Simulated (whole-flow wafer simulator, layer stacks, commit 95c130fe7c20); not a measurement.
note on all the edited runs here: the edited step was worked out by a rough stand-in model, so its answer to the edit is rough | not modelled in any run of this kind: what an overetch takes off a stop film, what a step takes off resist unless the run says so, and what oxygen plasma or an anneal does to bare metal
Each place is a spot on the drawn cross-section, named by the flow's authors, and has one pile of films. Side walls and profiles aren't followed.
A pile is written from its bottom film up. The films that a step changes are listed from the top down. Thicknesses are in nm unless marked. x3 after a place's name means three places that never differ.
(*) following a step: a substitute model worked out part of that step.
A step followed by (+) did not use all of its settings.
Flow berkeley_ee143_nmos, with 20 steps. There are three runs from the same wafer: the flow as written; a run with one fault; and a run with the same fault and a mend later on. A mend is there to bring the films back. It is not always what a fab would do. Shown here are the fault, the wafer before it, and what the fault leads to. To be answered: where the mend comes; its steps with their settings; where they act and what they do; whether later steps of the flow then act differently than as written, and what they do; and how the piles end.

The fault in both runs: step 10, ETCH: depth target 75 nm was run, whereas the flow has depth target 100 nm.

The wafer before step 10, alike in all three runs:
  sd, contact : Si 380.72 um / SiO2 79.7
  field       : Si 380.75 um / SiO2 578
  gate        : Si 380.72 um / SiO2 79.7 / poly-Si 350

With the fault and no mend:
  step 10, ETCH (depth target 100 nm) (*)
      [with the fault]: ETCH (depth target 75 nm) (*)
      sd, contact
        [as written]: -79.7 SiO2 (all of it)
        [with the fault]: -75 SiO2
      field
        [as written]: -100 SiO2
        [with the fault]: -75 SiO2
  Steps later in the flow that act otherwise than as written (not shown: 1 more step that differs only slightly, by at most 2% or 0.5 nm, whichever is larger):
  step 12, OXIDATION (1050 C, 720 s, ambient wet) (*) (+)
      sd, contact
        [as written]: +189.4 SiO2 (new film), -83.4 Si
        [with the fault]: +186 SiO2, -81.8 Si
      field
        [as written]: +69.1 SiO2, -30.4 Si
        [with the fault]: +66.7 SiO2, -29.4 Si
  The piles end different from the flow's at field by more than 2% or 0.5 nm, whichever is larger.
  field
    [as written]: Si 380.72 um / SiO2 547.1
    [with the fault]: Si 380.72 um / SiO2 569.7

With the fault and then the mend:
  The mend follows step 10.
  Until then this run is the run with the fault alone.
  step 10a, ETCH (depth target 25 nm) (*) (the flow's step 10, run once more with other settings)
      sd, contact
        -4.69 SiO2 (all of it)
      field
        -25 SiO2
  Later steps of the flow that are run all act as written at every place that is followed.
  The piles end the same as the flow's at every place that both follow.
